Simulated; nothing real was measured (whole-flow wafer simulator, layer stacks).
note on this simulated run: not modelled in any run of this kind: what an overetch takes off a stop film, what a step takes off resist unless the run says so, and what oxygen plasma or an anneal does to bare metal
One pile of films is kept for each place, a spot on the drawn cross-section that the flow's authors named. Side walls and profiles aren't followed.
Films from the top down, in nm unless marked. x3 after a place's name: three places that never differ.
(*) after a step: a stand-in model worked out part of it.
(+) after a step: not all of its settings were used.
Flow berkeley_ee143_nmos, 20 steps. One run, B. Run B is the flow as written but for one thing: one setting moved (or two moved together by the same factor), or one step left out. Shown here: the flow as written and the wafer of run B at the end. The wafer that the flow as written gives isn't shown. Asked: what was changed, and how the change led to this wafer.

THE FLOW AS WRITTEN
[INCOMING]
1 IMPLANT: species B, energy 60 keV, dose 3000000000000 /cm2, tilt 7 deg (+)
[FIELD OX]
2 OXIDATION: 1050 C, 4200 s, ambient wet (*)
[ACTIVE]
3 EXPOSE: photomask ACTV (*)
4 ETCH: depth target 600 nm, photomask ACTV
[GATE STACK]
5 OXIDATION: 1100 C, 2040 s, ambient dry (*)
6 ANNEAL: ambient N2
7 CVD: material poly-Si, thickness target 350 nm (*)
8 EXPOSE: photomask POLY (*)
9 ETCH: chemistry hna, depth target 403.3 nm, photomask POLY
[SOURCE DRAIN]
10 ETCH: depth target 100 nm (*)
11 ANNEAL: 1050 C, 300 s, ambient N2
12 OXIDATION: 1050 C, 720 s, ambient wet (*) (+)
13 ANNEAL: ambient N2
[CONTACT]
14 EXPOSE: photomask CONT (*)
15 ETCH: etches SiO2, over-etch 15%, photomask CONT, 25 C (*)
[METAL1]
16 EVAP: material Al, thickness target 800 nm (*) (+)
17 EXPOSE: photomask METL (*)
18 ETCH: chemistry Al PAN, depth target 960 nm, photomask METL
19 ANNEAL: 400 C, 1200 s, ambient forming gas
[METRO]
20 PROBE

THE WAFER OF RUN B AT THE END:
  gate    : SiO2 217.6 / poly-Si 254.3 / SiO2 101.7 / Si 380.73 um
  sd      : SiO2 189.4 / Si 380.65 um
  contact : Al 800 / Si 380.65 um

The cause: step 4, ETCH: depth target 514 nm was run, where the flow has depth target 600 nm.

How the change led to this, step by step:
  4 ETCH: depth target 600 nm, photomask ACTV
      gate, sd, contact: SiO2 -514 (as written it would be: SiO2 -566.4 (all of it))
  5 OXIDATION: 1100 C, 2040 s, ambient dry (*)
      gate, sd, contact: SiO2 +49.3, Si -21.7 (as written it would be: SiO2 +79.7 (new film), Si -35.1)
  10 ETCH: depth target 100 nm (*)
      sd, contact: SiO2 -100 (as written it would be: SiO2 -79.7 (all of it))
  12 OXIDATION: 1050 C, 720 s, ambient wet (*) (+)
      sd, contact: SiO2 +187.7, Si -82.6 (as written it would be: SiO2 +189.4 (new film), Si -83.4)
